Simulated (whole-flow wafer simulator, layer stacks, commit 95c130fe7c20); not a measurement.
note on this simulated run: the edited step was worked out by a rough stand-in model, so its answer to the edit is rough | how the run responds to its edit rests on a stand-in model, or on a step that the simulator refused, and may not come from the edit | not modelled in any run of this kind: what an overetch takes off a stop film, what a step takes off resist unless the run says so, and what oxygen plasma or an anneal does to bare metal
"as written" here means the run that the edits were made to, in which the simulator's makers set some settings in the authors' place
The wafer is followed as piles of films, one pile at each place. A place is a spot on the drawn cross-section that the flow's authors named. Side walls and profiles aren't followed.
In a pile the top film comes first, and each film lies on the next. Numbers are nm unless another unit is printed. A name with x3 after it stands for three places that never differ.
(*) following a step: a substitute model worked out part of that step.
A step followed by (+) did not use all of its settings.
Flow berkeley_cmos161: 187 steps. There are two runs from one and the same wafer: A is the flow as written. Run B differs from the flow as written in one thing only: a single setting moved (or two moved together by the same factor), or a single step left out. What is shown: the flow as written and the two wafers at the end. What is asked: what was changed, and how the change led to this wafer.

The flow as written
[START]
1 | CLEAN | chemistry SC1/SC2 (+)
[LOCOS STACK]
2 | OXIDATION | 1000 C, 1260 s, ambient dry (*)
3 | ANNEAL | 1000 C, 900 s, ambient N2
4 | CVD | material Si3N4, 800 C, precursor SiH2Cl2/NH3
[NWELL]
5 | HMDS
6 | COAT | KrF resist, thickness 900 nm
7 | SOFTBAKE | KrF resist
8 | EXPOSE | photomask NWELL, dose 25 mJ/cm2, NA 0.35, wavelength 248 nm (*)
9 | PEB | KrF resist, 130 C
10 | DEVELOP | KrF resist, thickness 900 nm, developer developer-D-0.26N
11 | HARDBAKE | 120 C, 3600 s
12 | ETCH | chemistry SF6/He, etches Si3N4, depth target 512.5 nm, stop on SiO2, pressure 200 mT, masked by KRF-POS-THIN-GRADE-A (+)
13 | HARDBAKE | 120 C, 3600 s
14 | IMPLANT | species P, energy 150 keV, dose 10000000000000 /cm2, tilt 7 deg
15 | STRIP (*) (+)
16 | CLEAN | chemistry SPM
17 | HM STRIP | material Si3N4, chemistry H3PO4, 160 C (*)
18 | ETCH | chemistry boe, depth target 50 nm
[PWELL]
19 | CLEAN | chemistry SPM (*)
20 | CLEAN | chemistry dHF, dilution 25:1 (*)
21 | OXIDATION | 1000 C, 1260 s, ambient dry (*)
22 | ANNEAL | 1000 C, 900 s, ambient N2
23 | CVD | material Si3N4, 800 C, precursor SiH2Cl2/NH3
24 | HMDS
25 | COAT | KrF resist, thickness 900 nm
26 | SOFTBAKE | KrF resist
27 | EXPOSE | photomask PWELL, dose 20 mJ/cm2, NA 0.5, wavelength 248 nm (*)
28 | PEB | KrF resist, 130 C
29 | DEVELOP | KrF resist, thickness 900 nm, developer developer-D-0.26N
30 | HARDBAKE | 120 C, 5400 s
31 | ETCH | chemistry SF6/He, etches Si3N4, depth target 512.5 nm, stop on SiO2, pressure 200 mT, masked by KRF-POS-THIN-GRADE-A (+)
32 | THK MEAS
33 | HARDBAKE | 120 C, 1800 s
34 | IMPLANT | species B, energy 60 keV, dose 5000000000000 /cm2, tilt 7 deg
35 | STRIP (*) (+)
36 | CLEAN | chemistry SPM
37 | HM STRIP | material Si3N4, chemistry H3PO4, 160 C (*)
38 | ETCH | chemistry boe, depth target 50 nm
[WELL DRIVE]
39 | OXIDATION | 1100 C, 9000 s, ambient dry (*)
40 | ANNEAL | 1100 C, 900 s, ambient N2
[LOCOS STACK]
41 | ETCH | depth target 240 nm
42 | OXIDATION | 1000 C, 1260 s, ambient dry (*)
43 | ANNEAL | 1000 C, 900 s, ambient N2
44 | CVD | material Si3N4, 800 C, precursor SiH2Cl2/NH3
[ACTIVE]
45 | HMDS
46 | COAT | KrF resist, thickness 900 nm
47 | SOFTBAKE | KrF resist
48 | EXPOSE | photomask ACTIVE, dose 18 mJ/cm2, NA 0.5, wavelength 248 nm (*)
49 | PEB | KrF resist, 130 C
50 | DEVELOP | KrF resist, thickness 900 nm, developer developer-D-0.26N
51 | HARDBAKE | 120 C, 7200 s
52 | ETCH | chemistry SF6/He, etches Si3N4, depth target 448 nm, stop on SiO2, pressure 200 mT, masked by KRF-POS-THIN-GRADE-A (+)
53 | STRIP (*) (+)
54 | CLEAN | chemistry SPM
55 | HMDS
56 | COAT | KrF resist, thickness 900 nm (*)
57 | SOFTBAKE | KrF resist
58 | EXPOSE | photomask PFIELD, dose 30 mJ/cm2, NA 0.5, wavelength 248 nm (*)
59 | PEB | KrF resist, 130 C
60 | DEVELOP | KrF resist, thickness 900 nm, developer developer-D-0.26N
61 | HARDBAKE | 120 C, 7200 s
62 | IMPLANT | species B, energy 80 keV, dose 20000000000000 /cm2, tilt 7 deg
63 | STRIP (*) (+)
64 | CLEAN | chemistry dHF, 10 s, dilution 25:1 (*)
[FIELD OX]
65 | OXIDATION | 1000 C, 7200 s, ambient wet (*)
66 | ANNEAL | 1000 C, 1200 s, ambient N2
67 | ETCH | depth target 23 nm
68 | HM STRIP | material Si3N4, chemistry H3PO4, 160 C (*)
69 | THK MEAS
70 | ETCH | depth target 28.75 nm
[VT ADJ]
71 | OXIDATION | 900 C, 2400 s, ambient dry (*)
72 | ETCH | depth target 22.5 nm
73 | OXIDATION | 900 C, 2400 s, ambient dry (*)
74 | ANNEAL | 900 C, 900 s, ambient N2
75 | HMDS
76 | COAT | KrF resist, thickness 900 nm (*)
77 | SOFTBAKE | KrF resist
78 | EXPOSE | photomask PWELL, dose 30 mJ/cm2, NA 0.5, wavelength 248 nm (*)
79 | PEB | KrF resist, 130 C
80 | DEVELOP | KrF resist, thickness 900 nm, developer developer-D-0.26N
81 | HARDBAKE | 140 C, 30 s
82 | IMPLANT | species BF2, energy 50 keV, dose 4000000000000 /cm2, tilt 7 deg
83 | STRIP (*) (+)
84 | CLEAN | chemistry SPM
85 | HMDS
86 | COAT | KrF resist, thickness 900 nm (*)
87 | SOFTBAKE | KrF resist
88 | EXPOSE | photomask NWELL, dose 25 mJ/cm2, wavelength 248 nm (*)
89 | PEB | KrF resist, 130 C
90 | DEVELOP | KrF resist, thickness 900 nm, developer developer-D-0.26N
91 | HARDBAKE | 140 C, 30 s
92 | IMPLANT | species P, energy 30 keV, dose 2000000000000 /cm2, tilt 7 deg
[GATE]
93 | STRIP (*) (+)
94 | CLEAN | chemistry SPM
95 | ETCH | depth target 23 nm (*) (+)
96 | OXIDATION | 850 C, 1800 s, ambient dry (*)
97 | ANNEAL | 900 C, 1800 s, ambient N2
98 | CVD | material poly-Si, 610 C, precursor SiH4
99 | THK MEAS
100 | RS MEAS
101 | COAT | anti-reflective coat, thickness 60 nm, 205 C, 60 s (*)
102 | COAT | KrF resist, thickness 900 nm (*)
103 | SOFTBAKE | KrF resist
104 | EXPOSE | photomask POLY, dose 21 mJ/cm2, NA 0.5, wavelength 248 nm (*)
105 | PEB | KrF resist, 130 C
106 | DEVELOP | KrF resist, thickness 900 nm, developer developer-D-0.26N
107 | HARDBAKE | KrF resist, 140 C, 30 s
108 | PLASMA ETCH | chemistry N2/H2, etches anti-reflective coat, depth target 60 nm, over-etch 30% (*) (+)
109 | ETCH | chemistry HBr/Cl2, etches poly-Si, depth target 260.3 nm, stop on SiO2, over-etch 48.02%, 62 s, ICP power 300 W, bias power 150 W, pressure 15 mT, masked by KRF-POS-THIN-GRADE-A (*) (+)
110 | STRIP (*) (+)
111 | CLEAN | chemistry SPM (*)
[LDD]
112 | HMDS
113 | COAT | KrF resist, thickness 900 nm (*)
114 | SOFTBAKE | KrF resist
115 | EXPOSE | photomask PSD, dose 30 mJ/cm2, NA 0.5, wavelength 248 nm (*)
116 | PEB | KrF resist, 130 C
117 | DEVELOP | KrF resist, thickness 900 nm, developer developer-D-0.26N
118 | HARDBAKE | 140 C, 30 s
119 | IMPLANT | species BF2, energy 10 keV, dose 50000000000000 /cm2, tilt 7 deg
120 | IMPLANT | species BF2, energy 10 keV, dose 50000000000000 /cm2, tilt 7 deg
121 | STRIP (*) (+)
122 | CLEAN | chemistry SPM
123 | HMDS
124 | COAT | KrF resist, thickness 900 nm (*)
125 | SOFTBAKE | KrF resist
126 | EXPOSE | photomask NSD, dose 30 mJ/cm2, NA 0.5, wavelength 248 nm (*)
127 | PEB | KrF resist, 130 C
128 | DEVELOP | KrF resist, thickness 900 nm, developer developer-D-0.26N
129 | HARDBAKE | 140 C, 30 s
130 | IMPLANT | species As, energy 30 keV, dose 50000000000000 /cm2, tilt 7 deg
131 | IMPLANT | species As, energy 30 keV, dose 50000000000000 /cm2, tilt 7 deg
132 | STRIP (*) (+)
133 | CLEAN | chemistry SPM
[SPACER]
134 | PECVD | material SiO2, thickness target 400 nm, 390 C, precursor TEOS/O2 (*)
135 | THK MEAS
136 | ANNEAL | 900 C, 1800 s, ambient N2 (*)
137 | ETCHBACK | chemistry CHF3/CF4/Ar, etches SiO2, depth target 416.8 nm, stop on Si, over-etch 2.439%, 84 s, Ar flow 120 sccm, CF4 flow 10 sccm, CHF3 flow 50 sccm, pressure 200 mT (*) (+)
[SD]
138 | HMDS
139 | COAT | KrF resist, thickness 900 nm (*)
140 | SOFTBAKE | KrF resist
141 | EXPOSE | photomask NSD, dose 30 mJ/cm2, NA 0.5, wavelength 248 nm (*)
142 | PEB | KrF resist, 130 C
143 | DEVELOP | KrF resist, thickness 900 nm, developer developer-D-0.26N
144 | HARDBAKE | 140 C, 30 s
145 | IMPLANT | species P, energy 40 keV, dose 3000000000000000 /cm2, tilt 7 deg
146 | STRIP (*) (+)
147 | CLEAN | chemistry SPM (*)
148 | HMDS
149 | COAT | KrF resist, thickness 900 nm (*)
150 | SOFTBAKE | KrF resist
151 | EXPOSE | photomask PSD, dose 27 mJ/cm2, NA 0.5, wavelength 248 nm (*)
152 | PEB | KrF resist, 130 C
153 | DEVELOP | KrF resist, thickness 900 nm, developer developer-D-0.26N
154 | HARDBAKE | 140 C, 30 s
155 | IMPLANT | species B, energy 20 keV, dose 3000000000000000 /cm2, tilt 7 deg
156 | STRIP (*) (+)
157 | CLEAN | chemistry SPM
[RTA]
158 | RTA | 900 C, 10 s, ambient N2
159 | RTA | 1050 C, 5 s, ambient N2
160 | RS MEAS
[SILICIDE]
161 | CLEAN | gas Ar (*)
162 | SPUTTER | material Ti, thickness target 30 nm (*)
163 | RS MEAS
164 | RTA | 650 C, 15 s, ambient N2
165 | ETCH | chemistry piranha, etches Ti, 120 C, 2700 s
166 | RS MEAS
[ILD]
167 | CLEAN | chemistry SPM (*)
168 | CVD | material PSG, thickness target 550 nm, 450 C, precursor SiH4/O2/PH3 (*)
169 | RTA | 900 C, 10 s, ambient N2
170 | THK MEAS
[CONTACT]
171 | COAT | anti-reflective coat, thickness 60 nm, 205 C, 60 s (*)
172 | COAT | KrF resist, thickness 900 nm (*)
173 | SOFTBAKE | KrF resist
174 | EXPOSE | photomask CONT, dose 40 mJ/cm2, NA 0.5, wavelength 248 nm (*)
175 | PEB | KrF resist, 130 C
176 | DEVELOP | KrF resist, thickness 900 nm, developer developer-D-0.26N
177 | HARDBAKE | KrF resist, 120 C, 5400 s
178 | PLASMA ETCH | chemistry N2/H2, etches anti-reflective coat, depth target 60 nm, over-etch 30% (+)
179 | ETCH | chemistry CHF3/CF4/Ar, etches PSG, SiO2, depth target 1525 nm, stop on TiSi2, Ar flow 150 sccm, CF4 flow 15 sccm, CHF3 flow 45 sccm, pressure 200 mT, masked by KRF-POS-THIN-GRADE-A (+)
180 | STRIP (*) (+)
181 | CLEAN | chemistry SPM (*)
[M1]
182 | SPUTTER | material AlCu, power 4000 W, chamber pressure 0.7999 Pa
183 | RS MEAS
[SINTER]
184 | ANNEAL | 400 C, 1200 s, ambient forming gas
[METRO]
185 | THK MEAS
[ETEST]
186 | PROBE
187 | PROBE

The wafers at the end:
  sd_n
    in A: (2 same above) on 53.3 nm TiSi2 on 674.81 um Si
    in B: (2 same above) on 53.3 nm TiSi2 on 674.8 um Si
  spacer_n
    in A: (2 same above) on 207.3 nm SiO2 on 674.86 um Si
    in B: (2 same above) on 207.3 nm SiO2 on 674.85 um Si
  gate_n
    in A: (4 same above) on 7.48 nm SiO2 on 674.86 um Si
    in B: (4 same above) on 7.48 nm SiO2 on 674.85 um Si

What caused this: step 42, OXIDATION: 1100 C was run, while the flow as written has 1000 C.

The path from the change to this, step by step:
  42 | OXIDATION | 1000 C, 1260 s, ambient dry (*)
      field, sd_n, spacer_n and 6 more: A SiO2 gains 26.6 (new film), Si loses 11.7 | B SiO2 gains 59.7 (new film), Si loses 26.3
  65 | OXIDATION | 1000 C, 7200 s, ambient wet (*)
      field: A SiO2 gains 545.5, Si loses 240 | B SiO2 gains 523.5, Si loses 230.3
      sd_n: A SiO2 gains 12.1 (new film), Si3N4 loses 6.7, SiO2 gains 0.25, Si loses 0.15 | B SiO2 gains 12.1 (new film), Si3N4 loses 6.7, SiO2 gains 6.4, Si loses 2.76
      (also at 1 further place)
  70 | ETCH | depth target 28.75 nm
      spacer_n, spacer_p, contact: A SiO2 loses 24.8 (all of it) | B SiO2 loses 28.8
      gate_n, gate_p, m1: A SiO2 loses 24.8 (all of it) | B SiO2 loses 28.7
      (also at 2 further places)
  71 | OXIDATION | 900 C, 2400 s, ambient dry (*)
      spacer_n, gate_n, spacer_p, gate_p, contact, m1: A SiO2 gains 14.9 (new film), Si loses 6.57 | B SiO2 gains 9.01, Si loses 3.97
      sd_n: A SiO2 gains 14.9 (new film), Si loses 6.57 | B SiO2 gains 8.43, Si loses 3.71
      (also at 1 further place)
  72 | ETCH | depth target 22.5 nm
      sd_n, spacer_n, gate_n, sd_p, spacer_p, gate_p, contact, m1: A SiO2 loses 14.9 (all of it) | B SiO2 loses 22.5
  73 | OXIDATION | 900 C, 2400 s, ambient dry (*)
      spacer_n, gate_n, spacer_p, gate_p, m1: A SiO2 gains 14.9 (new film), Si loses 6.57 | B SiO2 gains 8.99, Si loses 3.95
      sd_n: A SiO2 gains 14.9 (new film), Si loses 6.57 | B SiO2 gains 8.4, Si loses 3.7
      (also at 2 further places)
  95 | ETCH | depth target 23 nm (*) (+)
      sd_n, spacer_n, gate_n, sd_p, spacer_p, gate_p, contact, m1: A SiO2 loses 14.9 (all of it) | B SiO2 loses 23
  96 | OXIDATION | 850 C, 1800 s, ambient dry (*)
      spacer_n, gate_n, spacer_p, gate_p, contact, m1: A SiO2 gains 7.48 (new film), Si loses 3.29 | B SiO2 gains 5.78, Si loses 2.54
      sd_n: A SiO2 gains 7.48 (new film), Si loses 3.29 | B SiO2 gains 4.82, Si loses 2.12
      (also at 1 further place)
  101 | COAT | anti-reflective coat, thickness 60 nm, 205 C, 60 s (*)
      sd_n: A anti-reflective coat gains 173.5 (new film) | B anti-reflective coat gains 179.4 (new film)
      spacer_n: A anti-reflective coat gains 28.7 (new film) | B anti-reflective coat gains 27.6 (new film)
      (also at 3 further places)
  108 | PLASMA ETCH | chemistry N2/H2, etches anti-reflective coat, depth target 60 nm, over-etch 30% (*) (+)
      sd_n: A anti-reflective coat loses 173.5 (all of it), poly-Si loses 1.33 | B anti-reflective coat loses 179.4 (all of it), poly-Si loses 1.38
      spacer_n: A anti-reflective coat loses 28.7 (all of it), poly-Si loses 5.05 | B anti-reflective coat loses 27.6 (all of it), poly-Si loses 5.27
      (also at 2 further places)
  110 | STRIP (*) (+)
      gate_n: A chemical SiO2 gains 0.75 (new film), KrF resist loses 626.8 (all of it), anti-reflective coat loses 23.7 (all of it), poly-Si loses 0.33 | B chemical SiO2 gains 0.75 (new film), KrF resist loses 634.5 (all of it), anti-reflective coat loses 22.7 (all of it), poly-Si loses 0.33
  171 | COAT | anti-reflective coat, thickness 60 nm, 205 C, 60 s (*)
      sd_n: A anti-reflective coat gains 149.7 (new film) | B anti-reflective coat gains 164.6 (new film)
      sd_p: A anti-reflective coat gains 91.6 (new film) | B anti-reflective coat gains 93.7 (new film)
      (also at 1 further place)
  180 | STRIP (*) (+)
      sd_n: A KrF resist loses 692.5 (all of it), anti-reflective coat loses 149.7 (all of it) | B KrF resist loses 688.8 (all of it), anti-reflective coat loses 164.6 (all of it)
      sd_p: A KrF resist loses 777.2 (all of it), anti-reflective coat loses 91.6 (all of it) | B KrF resist loses 785.3 (all of it), anti-reflective coat loses 93.7 (all of it)
      (also at 1 further place)
